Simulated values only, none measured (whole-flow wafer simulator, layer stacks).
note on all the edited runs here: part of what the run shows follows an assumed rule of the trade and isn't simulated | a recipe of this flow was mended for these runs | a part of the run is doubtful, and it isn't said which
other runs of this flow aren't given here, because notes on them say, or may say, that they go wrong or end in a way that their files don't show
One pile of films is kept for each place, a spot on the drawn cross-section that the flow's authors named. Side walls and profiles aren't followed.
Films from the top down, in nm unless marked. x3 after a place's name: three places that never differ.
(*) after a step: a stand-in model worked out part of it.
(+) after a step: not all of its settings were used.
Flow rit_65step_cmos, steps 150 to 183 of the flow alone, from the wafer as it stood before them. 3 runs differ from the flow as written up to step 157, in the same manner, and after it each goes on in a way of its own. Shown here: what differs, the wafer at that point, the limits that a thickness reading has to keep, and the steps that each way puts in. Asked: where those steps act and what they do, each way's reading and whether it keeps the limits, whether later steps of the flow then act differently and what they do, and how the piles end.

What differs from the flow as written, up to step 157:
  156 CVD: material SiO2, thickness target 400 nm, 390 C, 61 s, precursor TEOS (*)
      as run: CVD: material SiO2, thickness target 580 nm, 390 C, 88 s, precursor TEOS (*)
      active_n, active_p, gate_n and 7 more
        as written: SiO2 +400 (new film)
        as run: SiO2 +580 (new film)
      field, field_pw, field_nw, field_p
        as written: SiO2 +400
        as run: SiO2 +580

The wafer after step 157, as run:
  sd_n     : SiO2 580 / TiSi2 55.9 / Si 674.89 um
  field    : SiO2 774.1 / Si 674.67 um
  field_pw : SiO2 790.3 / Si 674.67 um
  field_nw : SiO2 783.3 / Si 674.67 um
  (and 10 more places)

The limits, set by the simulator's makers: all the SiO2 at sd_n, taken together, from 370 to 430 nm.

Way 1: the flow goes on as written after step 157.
  The reading after step 157: 580 nm, outside the limits.
  Later steps of the flow that act differently than as written (7 more steps differ only slightly, by at most 2% or 0.5 nm, whichever is larger, and aren't shown):
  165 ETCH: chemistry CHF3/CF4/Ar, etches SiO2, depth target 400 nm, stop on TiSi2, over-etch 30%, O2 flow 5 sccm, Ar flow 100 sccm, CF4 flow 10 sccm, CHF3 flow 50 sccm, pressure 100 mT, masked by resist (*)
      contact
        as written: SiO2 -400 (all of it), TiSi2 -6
        this way: SiO2 -520
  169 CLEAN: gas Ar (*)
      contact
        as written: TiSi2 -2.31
        this way: SiO2 -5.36
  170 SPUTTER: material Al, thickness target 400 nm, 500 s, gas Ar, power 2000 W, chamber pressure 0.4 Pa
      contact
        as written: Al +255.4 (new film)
        this way: Al +224 (new film)
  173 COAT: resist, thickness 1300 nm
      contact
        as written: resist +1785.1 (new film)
        this way: resist +1914 (new film)
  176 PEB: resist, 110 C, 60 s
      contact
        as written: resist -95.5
        this way: resist -102.8
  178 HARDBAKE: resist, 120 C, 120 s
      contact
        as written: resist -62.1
        this way: resist -67.2
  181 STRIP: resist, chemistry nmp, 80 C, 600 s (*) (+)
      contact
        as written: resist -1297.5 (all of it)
        this way: resist -1414 (all of it)
  At the end the piles differ from the flow's by more than 2% or 0.5 nm, whichever is larger, at field, field_pw, field_nw and 11 more.
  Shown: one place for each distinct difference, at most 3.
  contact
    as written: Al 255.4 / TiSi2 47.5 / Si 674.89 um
    this way: Al 224 / SiO2 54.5 / TiSi2 55.9 / Si 674.89 um
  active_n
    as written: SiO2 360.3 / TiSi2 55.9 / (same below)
    this way: SiO2 540.3 / TiSi2 55.9 / (same below)
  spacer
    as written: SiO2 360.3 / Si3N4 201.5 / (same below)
    this way: SiO2 540.3 / Si3N4 201.5 / (same below)

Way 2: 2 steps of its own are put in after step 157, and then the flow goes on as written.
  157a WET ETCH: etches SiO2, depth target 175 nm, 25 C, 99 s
      field, field_pw, field_nw and 11 more
        SiO2 -175
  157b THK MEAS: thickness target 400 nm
      changes no film at any place that is followed
  The reading after step 157b: 405 nm, within the limits.
  No later step of the flow acts differently than as written, at any place that is followed, by more than 2% or 0.5 nm, whichever is larger.
  At the end the piles differ from the flow's only slightly at the places that both follow, by at most 2% or 0.5 nm, whichever is larger.

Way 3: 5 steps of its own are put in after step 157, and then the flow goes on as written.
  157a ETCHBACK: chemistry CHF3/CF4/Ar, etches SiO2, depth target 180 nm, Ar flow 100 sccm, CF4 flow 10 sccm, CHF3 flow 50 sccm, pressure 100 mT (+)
      field, field_pw, field_nw and 11 more
        SiO2 -180
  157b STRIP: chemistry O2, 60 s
      changes no film at any place that is followed
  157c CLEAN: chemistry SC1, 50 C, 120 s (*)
      field, field_pw, field_nw and 11 more
        SiO2 -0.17
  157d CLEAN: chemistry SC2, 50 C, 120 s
      changes no film at any place that is followed
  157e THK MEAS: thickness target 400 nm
      changes no film at any place that is followed
  The reading after step 157e: 399.8 nm, within the limits.
  No later step of the flow acts differently than as written, at any place that is followed, by more than 2% or 0.5 nm, whichever is larger.
  At the end the piles differ from the flow's only slightly at the places that both follow, by at most 2% or 0.5 nm, whichever is larger.

Within the limits: way 2, way 3. Outside them: way 1.
